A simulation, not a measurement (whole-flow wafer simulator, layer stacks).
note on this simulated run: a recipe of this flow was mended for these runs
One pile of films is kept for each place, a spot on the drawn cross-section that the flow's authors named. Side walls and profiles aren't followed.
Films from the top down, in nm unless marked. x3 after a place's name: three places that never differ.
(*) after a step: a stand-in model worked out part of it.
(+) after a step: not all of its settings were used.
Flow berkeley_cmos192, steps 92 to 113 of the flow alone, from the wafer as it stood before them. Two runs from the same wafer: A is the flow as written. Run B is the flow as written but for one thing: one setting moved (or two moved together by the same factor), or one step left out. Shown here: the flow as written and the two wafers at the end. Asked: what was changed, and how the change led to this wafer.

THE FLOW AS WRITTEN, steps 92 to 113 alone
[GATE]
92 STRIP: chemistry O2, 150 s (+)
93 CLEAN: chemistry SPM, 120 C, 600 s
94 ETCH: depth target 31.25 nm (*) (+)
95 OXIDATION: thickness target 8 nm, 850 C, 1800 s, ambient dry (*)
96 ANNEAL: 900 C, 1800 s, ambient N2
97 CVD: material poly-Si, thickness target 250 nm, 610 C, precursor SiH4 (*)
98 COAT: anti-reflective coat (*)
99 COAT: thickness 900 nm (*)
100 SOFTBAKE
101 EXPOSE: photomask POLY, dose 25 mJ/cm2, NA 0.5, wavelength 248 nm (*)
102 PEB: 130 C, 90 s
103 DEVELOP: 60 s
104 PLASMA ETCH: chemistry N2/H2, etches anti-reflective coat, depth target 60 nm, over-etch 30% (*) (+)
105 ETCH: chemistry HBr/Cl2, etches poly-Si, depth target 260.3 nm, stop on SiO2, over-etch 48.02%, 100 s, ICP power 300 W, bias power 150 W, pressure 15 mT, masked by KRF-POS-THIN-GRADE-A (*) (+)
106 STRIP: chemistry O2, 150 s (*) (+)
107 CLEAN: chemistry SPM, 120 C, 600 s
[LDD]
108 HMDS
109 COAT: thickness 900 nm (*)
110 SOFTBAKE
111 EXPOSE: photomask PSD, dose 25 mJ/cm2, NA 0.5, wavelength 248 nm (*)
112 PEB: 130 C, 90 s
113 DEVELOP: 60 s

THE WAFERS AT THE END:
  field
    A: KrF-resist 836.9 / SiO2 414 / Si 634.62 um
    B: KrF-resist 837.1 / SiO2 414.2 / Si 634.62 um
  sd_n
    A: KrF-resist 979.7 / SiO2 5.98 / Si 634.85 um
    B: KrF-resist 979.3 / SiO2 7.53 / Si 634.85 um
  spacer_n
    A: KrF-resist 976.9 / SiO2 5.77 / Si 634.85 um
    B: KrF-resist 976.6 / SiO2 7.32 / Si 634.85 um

The cause: step 95, OXIDATION: thickness target 10.88 nm was run, where the flow has thickness target 8 nm; step 95, OXIDATION: 2448 s was run, where the flow has 1800 s.

How the change led to this, step by step:
  95 OXIDATION: thickness target 8 nm, 850 C, 1800 s, ambient dry (*)
      sd_n, spacer_n, gate, sd_p, spacer_p, gate_p, contact, m1: A SiO2 +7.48 (new film), Si -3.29 | B SiO2 +9.03 (new film), Si -3.97
